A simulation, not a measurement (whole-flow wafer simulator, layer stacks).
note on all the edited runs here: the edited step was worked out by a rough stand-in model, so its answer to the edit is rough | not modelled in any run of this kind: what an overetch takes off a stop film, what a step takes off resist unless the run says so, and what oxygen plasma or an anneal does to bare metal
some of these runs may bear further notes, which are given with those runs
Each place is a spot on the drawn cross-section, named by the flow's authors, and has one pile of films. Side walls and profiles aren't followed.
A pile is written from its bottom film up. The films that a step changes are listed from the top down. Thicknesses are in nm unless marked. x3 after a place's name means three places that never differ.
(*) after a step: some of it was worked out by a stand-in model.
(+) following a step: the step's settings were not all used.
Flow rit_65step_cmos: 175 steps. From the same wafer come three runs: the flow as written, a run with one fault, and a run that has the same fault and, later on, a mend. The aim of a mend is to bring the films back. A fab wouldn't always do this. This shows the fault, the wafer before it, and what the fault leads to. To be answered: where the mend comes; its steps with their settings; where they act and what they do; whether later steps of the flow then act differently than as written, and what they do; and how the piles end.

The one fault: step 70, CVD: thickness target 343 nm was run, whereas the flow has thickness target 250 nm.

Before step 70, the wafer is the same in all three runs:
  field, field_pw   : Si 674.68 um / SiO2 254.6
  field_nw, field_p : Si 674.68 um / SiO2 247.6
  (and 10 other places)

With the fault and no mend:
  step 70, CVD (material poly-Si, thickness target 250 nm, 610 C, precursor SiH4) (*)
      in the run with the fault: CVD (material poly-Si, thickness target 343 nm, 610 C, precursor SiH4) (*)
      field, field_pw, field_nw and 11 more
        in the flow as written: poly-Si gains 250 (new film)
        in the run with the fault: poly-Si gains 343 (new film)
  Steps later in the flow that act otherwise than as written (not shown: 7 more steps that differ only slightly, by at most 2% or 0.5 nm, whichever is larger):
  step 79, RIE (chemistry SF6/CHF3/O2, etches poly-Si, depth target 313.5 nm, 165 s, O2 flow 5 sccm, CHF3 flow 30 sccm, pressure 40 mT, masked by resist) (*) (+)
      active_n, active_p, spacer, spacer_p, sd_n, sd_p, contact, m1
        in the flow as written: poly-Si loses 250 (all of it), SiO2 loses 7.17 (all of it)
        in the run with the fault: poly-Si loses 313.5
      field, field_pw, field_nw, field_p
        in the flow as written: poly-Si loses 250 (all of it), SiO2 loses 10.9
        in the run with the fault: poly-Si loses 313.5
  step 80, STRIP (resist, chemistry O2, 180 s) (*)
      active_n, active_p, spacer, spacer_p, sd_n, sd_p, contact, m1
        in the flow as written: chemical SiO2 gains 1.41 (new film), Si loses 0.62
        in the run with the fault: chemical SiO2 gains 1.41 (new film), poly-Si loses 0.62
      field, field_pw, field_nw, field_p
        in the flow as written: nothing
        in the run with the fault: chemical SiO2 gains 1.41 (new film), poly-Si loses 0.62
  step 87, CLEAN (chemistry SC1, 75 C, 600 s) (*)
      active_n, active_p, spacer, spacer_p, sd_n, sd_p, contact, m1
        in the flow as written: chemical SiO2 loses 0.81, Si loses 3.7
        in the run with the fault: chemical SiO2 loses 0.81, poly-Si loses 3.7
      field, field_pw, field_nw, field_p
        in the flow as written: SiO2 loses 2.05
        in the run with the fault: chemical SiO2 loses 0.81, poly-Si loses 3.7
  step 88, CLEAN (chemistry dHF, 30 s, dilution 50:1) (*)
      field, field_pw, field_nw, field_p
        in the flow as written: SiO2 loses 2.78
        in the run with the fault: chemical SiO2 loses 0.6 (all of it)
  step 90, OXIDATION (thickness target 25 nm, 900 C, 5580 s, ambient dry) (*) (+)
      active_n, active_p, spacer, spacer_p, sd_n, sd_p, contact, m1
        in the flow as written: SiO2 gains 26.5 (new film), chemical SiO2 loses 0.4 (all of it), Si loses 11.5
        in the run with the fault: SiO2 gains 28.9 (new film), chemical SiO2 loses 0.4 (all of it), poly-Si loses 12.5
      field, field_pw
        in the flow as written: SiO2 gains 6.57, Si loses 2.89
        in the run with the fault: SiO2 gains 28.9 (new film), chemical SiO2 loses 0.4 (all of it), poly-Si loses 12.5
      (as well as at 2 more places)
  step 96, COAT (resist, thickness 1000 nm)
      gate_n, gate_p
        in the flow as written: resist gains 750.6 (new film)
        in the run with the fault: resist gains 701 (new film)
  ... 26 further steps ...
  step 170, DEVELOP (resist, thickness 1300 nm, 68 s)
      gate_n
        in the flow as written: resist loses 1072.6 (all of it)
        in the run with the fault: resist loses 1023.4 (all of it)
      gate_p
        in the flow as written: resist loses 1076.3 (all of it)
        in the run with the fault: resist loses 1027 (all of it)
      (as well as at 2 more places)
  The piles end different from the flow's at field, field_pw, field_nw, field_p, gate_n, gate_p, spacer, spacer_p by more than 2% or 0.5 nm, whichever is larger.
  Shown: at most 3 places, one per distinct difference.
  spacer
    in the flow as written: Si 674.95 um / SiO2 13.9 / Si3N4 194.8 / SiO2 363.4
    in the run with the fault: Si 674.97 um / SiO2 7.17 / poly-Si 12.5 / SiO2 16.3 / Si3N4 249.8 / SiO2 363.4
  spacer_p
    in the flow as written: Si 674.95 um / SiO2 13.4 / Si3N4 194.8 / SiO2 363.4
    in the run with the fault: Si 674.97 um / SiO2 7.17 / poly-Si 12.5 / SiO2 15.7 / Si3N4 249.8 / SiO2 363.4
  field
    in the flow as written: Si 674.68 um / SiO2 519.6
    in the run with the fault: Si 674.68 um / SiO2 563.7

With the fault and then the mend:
  The mend stands after step 71.
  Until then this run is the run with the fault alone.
  step 71a, ETCH (chemistry tmah, depth target 93 nm)
      field, field_pw, field_nw and 11 more
        poly-Si loses 93
  Every later step of the flow that is run acts as written at every place that is followed.
  By the end, the piles equal the flow's at every place that both follow.
